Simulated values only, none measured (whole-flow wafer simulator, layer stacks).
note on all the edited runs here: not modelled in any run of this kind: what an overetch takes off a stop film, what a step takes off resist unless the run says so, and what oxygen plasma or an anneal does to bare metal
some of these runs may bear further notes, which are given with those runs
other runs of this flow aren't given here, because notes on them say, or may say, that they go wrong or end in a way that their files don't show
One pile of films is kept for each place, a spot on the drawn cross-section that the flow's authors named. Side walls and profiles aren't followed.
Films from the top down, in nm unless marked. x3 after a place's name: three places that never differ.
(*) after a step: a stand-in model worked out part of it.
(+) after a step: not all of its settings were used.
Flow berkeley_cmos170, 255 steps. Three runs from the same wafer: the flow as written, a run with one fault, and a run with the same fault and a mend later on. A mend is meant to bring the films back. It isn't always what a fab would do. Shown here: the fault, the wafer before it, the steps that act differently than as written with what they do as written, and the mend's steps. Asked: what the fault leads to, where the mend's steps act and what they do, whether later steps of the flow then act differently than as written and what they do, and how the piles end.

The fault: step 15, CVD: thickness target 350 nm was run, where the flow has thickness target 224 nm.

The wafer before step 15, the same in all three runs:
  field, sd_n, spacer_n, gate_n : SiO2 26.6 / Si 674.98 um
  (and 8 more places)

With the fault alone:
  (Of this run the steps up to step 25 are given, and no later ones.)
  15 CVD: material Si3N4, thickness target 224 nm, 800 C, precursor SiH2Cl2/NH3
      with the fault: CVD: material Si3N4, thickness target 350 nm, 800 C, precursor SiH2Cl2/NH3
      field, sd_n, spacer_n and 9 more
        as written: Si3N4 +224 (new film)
        with the fault: Si3N4 +350 (new film)
  Later steps of the flow that act differently than as written:
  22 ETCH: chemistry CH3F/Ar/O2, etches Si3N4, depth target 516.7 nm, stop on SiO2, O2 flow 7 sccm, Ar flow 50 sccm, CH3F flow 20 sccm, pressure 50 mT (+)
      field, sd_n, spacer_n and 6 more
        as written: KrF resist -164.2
        with the fault: KrF resist -248.2
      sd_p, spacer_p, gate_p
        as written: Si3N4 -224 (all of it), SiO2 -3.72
        with the fault: Si3N4 -350 (all of it), SiO2 -3.72
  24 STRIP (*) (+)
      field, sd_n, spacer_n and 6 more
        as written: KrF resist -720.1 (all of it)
        with the fault: KrF resist -636.1 (all of it)
  After step 25 the piles differ from the flow's by more than 2% or 0.5 nm, whichever is larger, at field, sd_n, spacer_n and 6 more.
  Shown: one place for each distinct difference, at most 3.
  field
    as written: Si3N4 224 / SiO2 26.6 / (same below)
    with the fault: Si3N4 350 / SiO2 26.6 / (same below)

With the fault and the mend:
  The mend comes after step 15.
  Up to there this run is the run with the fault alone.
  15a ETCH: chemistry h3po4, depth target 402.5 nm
      field, sd_n, spacer_n and 9 more
        Si3N4 -350 (all of it)
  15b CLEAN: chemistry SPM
      changes no film at any place that is followed
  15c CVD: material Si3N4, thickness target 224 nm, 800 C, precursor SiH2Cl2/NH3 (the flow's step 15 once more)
      field, sd_n, spacer_n and 9 more
        Si3N4 +224 (new film)
  No later step of the flow acts differently than as written at any place that is followed.
  At the end the piles are the same as the flow's at every place that both follow.
